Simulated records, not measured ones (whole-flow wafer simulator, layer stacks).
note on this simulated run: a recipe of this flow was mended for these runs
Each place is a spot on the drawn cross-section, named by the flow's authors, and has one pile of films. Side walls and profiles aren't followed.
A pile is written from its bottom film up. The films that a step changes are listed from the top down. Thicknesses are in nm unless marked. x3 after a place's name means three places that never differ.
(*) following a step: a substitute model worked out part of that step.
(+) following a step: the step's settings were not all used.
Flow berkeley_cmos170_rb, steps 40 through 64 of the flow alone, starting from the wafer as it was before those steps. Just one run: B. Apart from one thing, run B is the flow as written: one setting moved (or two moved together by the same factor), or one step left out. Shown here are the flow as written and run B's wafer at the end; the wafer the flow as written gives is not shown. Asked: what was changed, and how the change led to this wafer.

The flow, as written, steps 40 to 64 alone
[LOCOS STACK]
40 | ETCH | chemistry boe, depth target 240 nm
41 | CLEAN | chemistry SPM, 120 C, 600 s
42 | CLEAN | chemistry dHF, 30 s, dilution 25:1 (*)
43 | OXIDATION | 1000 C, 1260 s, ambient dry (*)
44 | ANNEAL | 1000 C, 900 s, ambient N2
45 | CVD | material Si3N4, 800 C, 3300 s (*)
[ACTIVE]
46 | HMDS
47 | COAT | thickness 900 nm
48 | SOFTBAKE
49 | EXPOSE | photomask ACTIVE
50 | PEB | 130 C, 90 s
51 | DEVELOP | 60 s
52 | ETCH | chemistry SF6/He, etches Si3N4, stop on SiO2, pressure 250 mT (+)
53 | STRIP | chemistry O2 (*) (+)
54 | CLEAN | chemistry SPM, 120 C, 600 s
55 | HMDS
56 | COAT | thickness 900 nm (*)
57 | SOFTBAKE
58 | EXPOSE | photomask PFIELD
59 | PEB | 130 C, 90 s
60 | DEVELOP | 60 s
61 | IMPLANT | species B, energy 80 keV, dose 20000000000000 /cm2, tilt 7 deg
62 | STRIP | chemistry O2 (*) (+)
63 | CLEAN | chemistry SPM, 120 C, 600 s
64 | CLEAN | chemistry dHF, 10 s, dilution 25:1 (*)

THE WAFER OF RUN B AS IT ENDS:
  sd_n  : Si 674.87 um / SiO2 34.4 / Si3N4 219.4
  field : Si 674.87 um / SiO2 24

The reason: step 43, OXIDATION: 1030 C was run, whereas the flow has 1000 C.

Step by step, how the change led to this:
  43 | OXIDATION | 1000 C, 1260 s, ambient dry (*)
      field, sd_n, spacer_n and 6 more: +34.4 SiO2 (new film), -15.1 Si (as written it would have been: +26.6 SiO2 (new film), -11.7 Si)
